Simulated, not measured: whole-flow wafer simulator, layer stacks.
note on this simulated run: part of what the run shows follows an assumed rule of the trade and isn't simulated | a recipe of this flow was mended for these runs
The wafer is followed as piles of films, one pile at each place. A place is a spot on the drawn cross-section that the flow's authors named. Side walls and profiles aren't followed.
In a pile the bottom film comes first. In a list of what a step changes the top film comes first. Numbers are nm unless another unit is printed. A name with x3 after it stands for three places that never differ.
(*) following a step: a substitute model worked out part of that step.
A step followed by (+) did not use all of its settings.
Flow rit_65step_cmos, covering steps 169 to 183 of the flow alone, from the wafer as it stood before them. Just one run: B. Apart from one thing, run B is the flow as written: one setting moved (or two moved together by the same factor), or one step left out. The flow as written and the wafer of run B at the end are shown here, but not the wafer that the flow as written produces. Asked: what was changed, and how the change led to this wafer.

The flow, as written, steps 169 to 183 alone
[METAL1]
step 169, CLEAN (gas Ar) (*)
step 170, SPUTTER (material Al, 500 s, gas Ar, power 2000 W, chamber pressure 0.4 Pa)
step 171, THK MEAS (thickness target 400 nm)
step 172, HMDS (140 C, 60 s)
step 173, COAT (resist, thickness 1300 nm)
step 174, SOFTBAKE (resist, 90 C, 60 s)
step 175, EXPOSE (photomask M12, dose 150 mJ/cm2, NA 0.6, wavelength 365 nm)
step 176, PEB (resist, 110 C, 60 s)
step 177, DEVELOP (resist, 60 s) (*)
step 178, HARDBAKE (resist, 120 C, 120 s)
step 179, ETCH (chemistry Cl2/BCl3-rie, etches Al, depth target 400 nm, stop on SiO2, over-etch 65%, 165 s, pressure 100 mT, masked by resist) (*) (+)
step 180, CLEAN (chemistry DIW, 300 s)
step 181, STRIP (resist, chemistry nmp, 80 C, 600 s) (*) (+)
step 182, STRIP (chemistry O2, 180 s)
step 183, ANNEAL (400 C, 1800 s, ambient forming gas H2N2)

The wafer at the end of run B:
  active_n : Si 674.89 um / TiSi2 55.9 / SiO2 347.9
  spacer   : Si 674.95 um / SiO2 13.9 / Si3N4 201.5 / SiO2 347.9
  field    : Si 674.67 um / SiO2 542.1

The reason: step 170, SPUTTER: power 1505 W was run, while the flow as written has power 2000 W.

The path from the change to this, step by step:
  step 170, SPUTTER (material Al, 500 s, gas Ar, power 2000 W, chamber pressure 0.4 Pa)
      field, field_pw, field_nw and 10 more: Al gains 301 (new film) (it would be, as written: Al gains 400 (new film))
      contact: Al gains 196.2 (new film) (it would be, as written: Al gains 255.4 (new film))
  step 173, COAT (resist, thickness 1300 nm)
      contact: resist gains 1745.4 (new film) (it would be, as written: resist gains 1785.1 (new film))
  step 176, PEB (resist, 110 C, 60 s)
      contact: resist loses 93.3 (it would be, as written: resist loses 95.5)
  step 178, HARDBAKE (resist, 120 C, 120 s)
      contact: resist loses 60.6 (it would be, as written: resist loses 62.1)
  step 179, ETCH (chemistry Cl2/BCl3-rie, etches Al, depth target 400 nm, stop on SiO2, over-etch 65%, 165 s, pressure 100 mT, masked by resist) (*) (+)
      field, field_pw, field_nw and 9 more: Al loses 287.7 (all of it), SiO2 loses 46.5 (it would be, as written: Al loses 386.7 (all of it), SiO2 loses 34.2)
  step 181, STRIP (resist, chemistry nmp, 80 C, 600 s) (*) (+)
      contact: resist loses 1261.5 (all of it) (it would be, as written: resist loses 1297.5 (all of it))
